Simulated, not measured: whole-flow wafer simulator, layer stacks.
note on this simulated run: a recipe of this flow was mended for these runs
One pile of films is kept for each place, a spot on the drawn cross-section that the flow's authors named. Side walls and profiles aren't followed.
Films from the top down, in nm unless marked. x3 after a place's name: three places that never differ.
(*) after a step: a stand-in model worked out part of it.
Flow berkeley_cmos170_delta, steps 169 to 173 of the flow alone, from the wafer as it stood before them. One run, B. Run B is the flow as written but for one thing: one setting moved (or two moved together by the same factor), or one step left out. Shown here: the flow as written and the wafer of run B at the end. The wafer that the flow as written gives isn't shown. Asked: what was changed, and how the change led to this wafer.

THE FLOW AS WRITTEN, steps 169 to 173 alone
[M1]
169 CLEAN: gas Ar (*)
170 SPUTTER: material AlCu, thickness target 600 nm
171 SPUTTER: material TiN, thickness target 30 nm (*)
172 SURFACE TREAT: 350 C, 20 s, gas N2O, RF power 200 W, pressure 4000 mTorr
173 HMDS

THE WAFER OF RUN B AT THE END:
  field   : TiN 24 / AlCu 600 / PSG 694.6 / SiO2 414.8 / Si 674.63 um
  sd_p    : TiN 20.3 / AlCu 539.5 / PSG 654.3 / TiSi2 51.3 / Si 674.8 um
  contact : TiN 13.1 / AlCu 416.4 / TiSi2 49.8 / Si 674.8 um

The cause: step 171, SPUTTER: thickness target 24 nm was run, where the flow has thickness target 30 nm.
It can be read off the wafer: field has TiN 24, and step 171 as written asks for 30 nm.

How the change led to this, step by step:
  171 SPUTTER: material TiN, thickness target 30 nm (*)
      field, sd_n, spacer_n, gate, spacer_p, gate_p, m1: TiN +24 (new film) (as written it would be: TiN +30 (new film))
      sd_p: TiN +20.3 (new film) (as written it would be: TiN +25.3 (new film))
      (and at 1 more place)
